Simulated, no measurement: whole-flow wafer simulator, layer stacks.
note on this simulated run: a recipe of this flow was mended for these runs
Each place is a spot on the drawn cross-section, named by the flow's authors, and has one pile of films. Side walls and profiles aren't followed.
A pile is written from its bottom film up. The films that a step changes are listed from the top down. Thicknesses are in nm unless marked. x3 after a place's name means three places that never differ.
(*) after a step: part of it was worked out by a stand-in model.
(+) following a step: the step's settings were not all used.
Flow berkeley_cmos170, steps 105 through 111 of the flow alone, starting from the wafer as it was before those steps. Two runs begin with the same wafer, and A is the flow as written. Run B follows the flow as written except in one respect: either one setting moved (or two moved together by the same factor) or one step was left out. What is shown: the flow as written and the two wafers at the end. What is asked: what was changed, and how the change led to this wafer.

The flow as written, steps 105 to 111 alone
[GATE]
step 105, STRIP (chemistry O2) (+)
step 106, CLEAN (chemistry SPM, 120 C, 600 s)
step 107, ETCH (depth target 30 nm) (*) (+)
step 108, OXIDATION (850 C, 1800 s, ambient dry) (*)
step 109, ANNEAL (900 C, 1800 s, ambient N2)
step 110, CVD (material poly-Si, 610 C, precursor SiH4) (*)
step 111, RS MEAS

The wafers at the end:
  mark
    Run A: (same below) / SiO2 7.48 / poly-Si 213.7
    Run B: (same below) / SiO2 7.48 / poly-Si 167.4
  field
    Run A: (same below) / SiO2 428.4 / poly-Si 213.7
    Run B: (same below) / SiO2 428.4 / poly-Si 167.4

The reason: step 110, CVD: 598 C was run, though the flow has 610 C.

Step by step, how the change led to this:
  step 110, CVD (material poly-Si, 610 C, precursor SiH4) (*)
      field, mark, sd_n and 10 more: A +213.7 poly-Si (new film) | B +167.4 poly-Si (new film)
